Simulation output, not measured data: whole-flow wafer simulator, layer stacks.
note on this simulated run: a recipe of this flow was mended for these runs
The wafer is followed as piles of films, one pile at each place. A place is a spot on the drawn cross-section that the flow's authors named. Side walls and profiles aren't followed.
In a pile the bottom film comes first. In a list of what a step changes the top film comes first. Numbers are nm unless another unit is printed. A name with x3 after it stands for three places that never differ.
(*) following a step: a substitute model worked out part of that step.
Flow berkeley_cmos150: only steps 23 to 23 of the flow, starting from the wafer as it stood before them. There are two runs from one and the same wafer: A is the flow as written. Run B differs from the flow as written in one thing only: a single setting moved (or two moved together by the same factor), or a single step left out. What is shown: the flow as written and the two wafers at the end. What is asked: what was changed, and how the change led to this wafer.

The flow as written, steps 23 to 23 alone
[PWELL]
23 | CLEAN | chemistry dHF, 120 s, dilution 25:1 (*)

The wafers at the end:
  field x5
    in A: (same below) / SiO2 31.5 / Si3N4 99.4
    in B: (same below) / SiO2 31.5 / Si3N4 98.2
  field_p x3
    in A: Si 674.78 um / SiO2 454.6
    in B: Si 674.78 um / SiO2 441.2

Cause: step 23, CLEAN: 190 s was run, though the flow has 120 s.

The path from the change to this, step by step:
  23 | CLEAN | chemistry dHF, 120 s, dilution 25:1 (*)
      field x5: A SiO2 loses 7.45 (all of it), Si3N4 loses 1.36 | B SiO2 loses 7.45 (all of it), Si3N4 loses 2.54
      field_p x3: A SiO2 loses 23 | B SiO2 loses 36.3
